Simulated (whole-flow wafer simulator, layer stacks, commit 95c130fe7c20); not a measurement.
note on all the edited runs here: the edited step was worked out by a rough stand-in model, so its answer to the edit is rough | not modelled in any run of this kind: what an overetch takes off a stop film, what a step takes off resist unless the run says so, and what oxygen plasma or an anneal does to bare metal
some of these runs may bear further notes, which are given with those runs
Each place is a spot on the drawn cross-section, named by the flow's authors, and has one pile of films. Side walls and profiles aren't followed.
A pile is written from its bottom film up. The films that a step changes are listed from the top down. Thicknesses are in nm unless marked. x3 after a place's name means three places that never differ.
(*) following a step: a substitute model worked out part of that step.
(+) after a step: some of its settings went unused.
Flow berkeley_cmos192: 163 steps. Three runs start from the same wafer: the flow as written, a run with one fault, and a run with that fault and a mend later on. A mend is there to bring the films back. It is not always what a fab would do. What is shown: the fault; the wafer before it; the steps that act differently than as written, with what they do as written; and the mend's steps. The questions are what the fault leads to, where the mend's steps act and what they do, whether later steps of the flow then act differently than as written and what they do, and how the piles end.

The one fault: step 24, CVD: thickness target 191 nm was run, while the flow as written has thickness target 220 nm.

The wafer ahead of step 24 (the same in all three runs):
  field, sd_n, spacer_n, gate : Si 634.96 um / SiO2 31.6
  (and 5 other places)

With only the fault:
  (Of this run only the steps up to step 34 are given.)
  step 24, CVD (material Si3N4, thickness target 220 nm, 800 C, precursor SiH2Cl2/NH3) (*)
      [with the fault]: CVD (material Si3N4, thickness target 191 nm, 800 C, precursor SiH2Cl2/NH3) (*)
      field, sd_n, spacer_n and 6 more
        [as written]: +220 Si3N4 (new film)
        [with the fault]: +191 Si3N4 (new film)
  Steps further on in the flow that do not act as written:
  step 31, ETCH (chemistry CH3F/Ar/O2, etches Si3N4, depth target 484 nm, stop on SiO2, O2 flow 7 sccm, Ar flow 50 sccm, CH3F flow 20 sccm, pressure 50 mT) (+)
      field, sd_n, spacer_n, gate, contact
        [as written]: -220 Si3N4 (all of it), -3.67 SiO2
        [with the fault]: -191 Si3N4 (all of it), -3.67 SiO2
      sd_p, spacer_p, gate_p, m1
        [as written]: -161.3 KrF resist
        [with the fault]: -142 KrF resist
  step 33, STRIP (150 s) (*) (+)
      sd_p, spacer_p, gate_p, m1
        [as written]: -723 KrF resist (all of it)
        [with the fault]: -742.4 KrF resist (all of it)
  Once step 34 is done, the piles at sd_p, spacer_p, gate_p, m1 depart from the flow's by more than 2% or 0.5 nm, whichever is larger.
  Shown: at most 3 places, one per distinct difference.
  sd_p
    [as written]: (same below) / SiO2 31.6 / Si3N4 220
    [with the fault]: (same below) / SiO2 31.6 / Si3N4 191

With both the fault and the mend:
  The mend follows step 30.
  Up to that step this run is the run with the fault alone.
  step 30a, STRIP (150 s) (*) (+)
      sd_p, spacer_p, gate_p, m1
        -884.4 KrF resist (all of it)
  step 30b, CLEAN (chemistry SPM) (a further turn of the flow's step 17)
      leaves every film unchanged at each place that is followed
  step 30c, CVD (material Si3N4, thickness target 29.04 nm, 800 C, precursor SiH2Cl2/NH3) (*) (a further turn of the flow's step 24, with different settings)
      field, sd_n, spacer_n and 6 more
        +29 Si3N4
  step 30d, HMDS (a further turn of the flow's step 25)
      leaves every film unchanged at each place that is followed
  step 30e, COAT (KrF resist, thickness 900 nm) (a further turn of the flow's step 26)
      field, sd_n, spacer_n and 6 more
        +900 KrF resist (new film)
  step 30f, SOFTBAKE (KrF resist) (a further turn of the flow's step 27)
      leaves every film unchanged at each place that is followed
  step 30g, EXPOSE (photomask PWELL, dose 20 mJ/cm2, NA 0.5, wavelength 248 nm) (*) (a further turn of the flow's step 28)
      leaves every film unchanged at each place that is followed
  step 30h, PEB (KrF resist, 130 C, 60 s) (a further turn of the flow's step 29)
      field, sd_n, spacer_n and 6 more
        -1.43 KrF resist
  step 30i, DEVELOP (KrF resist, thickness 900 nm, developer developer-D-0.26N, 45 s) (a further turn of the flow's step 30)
      field, sd_n, spacer_n, gate, contact
        -898.6 KrF resist (all of it)
      sd_p, spacer_p, gate_p, m1
        -14.2 KrF resist
  Every later step of the flow that is run acts as written, at every place that is followed, to within 2% or 0.5 nm, whichever is larger.
  The piles end the same as the flow's at every place that both follow.
